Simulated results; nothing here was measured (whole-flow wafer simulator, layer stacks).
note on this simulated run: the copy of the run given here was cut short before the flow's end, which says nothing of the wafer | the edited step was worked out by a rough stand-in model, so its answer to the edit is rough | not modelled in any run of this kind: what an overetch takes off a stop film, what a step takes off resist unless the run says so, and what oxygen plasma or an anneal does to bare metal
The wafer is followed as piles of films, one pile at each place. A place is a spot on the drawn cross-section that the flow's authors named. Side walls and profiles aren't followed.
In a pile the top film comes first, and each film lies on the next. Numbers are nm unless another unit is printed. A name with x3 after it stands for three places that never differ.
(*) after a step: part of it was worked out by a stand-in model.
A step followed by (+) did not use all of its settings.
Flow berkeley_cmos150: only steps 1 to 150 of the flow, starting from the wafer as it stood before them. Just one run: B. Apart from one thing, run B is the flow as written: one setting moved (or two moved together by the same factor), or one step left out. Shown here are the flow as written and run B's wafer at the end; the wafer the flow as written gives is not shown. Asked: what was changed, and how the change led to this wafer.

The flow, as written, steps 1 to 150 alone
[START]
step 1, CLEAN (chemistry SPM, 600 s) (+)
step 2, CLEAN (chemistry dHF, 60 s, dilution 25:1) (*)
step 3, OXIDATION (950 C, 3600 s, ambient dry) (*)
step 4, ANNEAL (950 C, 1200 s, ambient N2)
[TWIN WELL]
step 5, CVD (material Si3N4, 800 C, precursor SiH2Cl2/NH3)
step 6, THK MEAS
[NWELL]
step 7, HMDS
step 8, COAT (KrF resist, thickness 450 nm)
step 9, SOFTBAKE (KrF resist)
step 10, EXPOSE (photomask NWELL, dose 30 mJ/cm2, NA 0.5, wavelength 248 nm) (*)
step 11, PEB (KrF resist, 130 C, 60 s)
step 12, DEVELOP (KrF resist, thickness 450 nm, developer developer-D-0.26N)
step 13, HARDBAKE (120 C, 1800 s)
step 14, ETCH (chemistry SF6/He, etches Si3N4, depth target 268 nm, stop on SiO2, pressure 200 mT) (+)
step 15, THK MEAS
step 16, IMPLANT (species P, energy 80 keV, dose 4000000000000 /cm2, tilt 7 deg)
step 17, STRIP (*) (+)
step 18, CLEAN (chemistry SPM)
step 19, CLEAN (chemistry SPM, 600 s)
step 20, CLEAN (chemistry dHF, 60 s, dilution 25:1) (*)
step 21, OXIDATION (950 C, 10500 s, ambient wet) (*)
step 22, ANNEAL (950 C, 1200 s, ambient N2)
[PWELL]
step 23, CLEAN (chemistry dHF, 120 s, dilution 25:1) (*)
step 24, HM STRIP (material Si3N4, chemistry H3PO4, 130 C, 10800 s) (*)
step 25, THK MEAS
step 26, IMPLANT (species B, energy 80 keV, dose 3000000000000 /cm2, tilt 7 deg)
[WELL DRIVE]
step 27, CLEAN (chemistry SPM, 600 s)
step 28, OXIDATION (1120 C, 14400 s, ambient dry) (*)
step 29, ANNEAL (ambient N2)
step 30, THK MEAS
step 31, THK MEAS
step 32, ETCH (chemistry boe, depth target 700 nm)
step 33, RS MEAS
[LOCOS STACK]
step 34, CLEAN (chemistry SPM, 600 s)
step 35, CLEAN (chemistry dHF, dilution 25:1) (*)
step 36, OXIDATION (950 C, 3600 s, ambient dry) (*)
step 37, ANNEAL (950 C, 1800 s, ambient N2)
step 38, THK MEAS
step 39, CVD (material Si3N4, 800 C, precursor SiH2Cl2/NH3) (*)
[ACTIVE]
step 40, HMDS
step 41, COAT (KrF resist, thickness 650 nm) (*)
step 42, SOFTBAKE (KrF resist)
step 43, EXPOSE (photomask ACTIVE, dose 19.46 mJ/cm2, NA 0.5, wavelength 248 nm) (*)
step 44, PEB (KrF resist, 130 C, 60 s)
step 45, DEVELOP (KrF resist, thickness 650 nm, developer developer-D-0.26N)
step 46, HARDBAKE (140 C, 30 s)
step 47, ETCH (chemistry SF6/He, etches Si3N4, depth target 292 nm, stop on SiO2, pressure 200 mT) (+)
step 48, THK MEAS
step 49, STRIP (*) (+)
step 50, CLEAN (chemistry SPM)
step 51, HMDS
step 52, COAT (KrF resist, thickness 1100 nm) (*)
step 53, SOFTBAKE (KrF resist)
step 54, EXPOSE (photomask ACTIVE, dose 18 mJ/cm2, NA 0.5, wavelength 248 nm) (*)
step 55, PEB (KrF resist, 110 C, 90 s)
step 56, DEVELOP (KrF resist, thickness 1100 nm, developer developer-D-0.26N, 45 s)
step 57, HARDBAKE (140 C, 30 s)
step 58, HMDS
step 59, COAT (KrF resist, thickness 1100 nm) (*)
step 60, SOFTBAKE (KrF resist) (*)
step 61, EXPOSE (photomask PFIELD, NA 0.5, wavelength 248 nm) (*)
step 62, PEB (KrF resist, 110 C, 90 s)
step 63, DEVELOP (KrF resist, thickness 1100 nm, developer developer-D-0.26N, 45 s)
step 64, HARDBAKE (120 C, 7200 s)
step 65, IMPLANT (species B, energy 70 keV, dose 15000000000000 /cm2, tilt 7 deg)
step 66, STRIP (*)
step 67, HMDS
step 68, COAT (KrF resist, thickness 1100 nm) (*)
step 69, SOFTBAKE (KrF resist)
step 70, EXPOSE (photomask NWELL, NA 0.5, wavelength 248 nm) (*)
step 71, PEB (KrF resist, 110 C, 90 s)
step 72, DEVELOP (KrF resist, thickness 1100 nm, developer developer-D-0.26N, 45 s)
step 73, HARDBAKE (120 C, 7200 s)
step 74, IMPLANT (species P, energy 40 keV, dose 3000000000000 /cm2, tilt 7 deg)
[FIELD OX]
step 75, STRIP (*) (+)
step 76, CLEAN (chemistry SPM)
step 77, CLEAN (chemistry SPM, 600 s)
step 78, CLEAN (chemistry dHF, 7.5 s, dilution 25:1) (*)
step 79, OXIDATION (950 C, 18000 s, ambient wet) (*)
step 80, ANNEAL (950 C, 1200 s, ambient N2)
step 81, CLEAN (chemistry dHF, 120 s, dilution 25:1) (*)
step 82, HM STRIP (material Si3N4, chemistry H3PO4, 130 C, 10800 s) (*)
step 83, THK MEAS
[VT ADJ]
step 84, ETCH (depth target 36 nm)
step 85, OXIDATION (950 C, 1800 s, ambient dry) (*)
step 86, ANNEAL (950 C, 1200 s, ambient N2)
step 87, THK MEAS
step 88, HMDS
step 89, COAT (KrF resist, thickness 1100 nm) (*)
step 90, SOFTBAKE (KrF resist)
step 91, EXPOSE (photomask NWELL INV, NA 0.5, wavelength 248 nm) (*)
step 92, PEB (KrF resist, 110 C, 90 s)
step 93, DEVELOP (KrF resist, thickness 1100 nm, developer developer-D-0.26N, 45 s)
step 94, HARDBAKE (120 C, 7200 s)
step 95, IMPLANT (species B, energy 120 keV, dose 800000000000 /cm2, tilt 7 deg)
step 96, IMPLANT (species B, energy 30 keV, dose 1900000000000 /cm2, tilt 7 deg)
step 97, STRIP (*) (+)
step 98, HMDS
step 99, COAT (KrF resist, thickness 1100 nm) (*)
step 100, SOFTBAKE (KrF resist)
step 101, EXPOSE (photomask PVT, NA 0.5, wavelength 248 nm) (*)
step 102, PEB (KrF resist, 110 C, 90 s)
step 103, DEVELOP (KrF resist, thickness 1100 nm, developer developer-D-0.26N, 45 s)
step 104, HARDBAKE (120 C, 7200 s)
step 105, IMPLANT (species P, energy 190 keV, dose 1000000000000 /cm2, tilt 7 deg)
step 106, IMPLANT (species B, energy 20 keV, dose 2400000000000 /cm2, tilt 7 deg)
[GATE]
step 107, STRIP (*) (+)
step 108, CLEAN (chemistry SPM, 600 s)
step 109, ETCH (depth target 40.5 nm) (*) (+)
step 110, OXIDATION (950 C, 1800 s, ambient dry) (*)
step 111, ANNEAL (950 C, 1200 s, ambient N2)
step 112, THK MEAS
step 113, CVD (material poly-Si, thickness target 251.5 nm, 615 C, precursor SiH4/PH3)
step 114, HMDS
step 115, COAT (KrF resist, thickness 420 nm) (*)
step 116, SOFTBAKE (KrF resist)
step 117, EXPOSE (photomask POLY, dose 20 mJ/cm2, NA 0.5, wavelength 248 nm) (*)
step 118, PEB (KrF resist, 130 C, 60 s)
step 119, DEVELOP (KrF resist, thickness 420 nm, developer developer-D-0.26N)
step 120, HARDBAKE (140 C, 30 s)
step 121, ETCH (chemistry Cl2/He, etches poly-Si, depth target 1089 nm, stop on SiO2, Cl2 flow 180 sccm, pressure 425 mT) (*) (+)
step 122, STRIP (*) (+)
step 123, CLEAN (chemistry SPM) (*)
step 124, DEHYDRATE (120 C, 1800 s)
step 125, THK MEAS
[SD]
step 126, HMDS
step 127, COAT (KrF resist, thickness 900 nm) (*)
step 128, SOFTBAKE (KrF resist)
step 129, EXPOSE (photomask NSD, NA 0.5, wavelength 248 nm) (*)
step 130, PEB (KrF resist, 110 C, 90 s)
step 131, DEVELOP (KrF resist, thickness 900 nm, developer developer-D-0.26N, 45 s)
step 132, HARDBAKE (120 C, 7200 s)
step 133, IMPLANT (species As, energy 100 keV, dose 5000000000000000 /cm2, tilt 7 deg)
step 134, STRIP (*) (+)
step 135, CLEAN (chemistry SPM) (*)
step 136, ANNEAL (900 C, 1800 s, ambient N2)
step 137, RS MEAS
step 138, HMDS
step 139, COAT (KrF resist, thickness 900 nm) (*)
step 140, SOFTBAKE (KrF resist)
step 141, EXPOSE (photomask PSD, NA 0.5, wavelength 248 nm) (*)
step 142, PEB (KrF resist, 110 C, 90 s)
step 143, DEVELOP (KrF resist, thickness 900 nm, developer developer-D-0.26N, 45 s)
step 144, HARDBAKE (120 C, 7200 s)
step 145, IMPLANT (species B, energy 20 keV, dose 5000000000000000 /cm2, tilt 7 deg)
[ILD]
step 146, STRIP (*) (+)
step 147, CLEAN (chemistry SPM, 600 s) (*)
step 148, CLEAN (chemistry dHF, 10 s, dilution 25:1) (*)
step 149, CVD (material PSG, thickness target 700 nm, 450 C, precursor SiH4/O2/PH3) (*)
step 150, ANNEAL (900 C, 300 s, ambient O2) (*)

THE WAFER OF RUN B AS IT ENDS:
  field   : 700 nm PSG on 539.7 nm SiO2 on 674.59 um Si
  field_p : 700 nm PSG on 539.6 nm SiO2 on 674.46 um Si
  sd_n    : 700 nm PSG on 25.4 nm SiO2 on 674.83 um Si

Cause: step 109, ETCH: depth target 23.33 nm was run, though the flow has depth target 40.5 nm.

The path from the change to this, step by step:
  step 109, ETCH (depth target 40.5 nm) (*) (+)
      sd_n: -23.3 SiO2 (as written it would have been: -40.4 SiO2 (all of it))
      field, field_p: -23.3 SiO2 (as written it would have been: -40.5 SiO2)
  step 110, OXIDATION (950 C, 1800 s, ambient dry) (*)
      sd_n: +13.3 SiO2, -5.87 Si (as written it would have been: +20.4 SiO2 (new film), -8.98 Si)
  step 122, STRIP (*) (+)
      gate_n: +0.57 chemical SiO2 (new film), -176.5 KrF resist (all of it), -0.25 poly-Si (as written it would have been: +0.57 chemical SiO2 (new film), -169.8 KrF resist (all of it), -0.25 poly-Si)
